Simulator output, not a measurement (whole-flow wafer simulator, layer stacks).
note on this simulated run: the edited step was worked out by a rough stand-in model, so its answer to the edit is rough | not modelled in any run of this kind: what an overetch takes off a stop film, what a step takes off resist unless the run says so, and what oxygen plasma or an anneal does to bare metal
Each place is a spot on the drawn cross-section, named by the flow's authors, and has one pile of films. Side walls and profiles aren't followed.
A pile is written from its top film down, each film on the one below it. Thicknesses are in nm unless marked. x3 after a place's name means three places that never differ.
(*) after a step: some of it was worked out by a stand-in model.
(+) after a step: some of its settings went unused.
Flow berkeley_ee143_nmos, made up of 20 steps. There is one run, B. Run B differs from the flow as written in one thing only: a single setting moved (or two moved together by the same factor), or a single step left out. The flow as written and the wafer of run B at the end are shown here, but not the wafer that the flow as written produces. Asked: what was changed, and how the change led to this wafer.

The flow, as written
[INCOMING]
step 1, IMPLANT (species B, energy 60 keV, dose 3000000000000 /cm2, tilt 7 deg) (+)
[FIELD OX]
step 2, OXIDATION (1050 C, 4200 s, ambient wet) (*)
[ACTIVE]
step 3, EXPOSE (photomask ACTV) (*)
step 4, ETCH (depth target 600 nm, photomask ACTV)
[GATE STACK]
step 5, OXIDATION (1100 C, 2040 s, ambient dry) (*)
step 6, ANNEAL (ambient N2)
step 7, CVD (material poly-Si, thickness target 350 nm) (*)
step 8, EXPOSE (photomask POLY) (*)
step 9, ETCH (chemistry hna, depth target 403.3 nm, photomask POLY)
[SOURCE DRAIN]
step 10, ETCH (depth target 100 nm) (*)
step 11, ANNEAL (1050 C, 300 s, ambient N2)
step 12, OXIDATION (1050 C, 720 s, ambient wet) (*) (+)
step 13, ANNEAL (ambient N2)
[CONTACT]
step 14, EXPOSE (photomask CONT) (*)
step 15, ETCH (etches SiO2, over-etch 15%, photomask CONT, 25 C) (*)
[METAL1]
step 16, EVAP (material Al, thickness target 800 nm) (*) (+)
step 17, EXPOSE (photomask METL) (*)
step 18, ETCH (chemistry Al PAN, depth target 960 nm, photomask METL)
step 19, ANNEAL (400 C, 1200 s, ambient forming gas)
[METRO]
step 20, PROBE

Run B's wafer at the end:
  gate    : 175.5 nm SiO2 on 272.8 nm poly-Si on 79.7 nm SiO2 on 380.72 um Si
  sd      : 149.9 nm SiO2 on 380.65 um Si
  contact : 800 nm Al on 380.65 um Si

Cause: step 12, OXIDATION: 522 s was run, whereas the flow has 720 s.

Step by step, how the change led to this:
  step 12, OXIDATION (1050 C, 720 s, ambient wet) (*) (+)
      sd, contact: +149.9 SiO2 (new film), -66 Si (it would be, as written: +189.4 SiO2 (new film), -83.4 Si)
      gate: +175.5 SiO2 (new film), -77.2 poly-Si (it would be, as written: +217.6 SiO2 (new film), -95.7 poly-Si)
      (as well as at 1 more place)
  step 15, ETCH (etches SiO2, over-etch 15%, photomask CONT, 25 C) (*)
      contact: -149.9 SiO2 (all of it) (it would be, as written: -189.4 SiO2 (all of it))
